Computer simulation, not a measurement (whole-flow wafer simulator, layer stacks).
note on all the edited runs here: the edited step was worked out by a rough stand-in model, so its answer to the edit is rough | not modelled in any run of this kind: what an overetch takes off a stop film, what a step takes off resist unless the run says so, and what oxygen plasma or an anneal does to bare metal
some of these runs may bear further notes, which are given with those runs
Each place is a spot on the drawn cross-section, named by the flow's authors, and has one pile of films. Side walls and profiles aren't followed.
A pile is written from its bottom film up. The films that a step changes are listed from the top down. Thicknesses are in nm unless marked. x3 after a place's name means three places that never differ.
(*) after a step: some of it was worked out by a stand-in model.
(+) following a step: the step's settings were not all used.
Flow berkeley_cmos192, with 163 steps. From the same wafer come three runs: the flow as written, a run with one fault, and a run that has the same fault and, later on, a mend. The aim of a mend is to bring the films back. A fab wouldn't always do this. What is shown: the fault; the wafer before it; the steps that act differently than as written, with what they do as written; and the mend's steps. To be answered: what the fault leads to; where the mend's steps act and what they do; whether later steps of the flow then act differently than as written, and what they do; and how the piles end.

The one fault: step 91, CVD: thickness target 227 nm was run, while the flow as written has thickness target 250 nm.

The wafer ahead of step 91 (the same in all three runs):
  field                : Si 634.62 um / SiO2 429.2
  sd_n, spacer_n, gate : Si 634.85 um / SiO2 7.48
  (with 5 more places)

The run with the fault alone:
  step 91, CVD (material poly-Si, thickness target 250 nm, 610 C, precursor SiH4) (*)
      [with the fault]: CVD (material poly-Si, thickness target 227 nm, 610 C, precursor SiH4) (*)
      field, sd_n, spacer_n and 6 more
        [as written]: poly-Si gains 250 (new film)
        [with the fault]: poly-Si gains 227 (new film)
  Steps further on in the flow that do not act as written (19 other steps are not shown; they differ only slightly, by no more than 2% or 0.5 nm, whichever is larger):
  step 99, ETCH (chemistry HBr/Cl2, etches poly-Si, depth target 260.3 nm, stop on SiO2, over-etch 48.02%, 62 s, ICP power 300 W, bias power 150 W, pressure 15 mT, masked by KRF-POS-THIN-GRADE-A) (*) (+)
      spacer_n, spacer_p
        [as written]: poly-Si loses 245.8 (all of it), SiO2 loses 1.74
        [with the fault]: poly-Si loses 222.8 (all of it), SiO2 loses 3.51
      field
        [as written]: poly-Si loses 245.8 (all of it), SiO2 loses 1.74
        [with the fault]: poly-Si loses 222.9 (all of it), SiO2 loses 3.5
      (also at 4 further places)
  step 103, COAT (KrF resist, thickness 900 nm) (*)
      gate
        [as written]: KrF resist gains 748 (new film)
        [with the fault]: KrF resist gains 766.4 (new film)
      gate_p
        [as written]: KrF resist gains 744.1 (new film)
        [with the fault]: KrF resist gains 762.4 (new film)
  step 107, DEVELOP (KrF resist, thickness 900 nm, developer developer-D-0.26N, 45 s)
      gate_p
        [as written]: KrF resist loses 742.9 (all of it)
        [with the fault]: KrF resist loses 761.2 (all of it)
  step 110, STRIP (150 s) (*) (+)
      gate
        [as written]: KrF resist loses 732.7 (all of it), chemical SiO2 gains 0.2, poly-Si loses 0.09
        [with the fault]: KrF resist loses 751 (all of it), chemical SiO2 gains 0.2, poly-Si loses 0.09
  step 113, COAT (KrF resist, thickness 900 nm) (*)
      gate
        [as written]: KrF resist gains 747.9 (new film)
        [with the fault]: KrF resist gains 766.3 (new film)
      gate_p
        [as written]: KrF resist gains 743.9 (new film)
        [with the fault]: KrF resist gains 762.3 (new film)
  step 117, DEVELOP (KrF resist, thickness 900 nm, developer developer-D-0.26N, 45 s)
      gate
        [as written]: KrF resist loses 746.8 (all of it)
        [with the fault]: KrF resist loses 765.1 (all of it)
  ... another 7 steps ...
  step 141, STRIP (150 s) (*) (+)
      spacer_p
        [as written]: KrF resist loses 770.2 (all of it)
        [with the fault]: KrF resist loses 786.8 (all of it)
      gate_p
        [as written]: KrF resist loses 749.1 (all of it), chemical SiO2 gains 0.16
        [with the fault]: KrF resist loses 765.3 (all of it), chemical SiO2 gains 0.16
  At spacer_n, gate, spacer_p, gate_p, the piles at the end differ from the flow's by more than 2% or 0.5 nm, whichever is larger.
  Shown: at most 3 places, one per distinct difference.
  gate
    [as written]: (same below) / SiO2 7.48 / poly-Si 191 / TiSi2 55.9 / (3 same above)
    [with the fault]: (same below) / SiO2 7.48 / poly-Si 168 / TiSi2 55.9 / (3 same above)
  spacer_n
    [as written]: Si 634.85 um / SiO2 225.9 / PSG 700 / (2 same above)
    [with the fault]: Si 634.85 um / SiO2 202.9 / PSG 700 / (2 same above)
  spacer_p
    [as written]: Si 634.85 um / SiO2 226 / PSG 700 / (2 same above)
    [with the fault]: Si 634.85 um / SiO2 203 / PSG 700 / (2 same above)

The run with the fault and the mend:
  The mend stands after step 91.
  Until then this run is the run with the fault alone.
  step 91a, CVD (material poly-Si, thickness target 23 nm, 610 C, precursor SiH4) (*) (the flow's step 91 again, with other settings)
      field, sd_n, spacer_n and 6 more
        poly-Si gains 23
  None of the later steps of the flow acts differently than as written at any place that is followed.
  The piles end the same as the flow's at every place that both follow.
